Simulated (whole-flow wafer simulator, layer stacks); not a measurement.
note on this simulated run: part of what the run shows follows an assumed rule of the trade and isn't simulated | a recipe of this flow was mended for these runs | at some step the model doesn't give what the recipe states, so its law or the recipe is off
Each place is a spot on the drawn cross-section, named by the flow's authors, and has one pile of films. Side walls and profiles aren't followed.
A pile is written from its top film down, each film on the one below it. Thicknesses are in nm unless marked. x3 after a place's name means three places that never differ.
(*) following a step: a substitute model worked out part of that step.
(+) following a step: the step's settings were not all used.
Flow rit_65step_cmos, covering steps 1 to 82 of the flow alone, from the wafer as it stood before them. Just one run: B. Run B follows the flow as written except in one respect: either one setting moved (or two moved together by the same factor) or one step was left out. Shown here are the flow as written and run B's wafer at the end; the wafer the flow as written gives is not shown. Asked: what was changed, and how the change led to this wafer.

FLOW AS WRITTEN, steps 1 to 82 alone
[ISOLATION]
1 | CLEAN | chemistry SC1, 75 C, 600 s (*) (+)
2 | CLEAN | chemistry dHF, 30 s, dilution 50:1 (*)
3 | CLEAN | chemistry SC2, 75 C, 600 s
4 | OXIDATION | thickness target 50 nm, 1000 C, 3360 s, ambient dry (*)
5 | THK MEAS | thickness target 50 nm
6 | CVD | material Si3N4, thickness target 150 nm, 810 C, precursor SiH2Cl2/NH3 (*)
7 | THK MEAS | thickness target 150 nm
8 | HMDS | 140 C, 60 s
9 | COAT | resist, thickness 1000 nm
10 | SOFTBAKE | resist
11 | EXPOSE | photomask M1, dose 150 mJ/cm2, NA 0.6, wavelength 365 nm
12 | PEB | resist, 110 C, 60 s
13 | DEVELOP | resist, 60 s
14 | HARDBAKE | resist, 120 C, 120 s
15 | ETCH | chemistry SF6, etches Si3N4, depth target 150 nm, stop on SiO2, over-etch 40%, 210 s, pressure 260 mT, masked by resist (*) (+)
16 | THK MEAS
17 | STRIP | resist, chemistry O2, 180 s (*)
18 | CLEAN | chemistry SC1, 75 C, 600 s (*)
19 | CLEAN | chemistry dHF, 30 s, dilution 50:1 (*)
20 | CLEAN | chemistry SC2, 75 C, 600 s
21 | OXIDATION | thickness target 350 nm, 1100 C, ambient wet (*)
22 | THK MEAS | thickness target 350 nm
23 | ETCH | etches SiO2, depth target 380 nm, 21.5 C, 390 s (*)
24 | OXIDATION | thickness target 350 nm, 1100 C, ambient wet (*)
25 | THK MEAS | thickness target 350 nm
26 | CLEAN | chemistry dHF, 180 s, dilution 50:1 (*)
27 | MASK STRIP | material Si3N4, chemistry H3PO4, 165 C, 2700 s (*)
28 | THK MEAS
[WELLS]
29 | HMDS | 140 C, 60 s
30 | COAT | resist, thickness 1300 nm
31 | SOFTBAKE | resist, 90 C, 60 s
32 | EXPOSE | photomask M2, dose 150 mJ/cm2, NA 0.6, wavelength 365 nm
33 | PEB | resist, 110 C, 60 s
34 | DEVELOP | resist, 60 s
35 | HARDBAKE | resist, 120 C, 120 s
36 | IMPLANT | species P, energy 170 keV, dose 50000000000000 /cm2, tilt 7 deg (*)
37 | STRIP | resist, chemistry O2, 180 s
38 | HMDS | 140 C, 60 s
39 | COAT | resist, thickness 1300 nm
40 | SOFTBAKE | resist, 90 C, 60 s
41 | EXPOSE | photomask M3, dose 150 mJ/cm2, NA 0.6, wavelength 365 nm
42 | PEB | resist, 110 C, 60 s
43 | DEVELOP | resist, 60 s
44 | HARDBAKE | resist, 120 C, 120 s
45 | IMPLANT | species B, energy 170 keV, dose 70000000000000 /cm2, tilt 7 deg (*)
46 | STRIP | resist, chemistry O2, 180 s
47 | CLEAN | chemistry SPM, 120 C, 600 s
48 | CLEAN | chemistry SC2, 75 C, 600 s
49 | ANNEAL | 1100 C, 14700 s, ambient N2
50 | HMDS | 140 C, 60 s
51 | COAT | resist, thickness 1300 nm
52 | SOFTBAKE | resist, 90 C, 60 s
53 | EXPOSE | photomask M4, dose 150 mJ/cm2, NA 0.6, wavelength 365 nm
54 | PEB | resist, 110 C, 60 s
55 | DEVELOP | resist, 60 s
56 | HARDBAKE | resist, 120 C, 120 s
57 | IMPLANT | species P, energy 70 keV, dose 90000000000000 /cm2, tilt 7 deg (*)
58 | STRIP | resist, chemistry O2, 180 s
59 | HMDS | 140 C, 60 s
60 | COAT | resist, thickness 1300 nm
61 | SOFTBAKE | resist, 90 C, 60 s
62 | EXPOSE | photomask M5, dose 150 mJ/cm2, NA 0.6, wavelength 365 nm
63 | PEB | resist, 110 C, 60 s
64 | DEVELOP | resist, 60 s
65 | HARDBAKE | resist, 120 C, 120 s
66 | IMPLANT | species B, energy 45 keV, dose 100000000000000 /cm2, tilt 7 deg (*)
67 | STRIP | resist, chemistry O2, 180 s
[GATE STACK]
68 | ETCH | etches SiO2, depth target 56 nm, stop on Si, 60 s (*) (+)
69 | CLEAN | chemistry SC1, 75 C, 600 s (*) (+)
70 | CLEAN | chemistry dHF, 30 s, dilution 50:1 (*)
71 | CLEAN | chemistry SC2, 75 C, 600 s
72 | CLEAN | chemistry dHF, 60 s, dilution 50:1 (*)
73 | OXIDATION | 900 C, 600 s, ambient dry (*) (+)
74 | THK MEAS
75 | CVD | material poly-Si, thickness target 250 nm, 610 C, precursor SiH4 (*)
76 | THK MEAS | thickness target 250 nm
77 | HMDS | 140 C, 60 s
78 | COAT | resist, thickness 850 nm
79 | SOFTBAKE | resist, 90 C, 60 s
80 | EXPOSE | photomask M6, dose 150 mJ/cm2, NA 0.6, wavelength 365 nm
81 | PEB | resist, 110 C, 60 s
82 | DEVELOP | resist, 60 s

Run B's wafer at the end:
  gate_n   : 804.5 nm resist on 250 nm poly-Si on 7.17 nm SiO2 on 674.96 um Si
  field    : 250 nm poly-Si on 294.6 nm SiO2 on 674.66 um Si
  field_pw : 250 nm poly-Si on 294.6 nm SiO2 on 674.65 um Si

What caused this: step 24, OXIDATION: thickness target 392 nm was run, though the flow has thickness target 350 nm; step 26, CLEAN: 202 s was run, where the flow has 180 s.

How this came from the change, step by step:
  24 | OXIDATION | thickness target 350 nm, 1100 C, ambient wet (*)
      active_n, active_p, gate_n and 7 more: +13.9 SiO2 (new film), -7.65 Si3N4 (it would be, as written: +12 SiO2 (new film), -6.61 Si3N4)
      field, field_pw, field_nw, field_p: +392 SiO2 (new film), -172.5 Si (it would be, as written: +350 SiO2 (new film), -154 Si)
  26 | CLEAN | chemistry dHF, 180 s, dilution 50:1 (*)
      active_n, active_p, gate_n and 7 more: -13.9 SiO2 (all of it), -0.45 Si3N4 (it would be, as written: -12 SiO2 (all of it), -0.44 Si3N4)
      field, field_pw, field_nw, field_p: -18.7 SiO2 (it would be, as written: -16.7 SiO2)
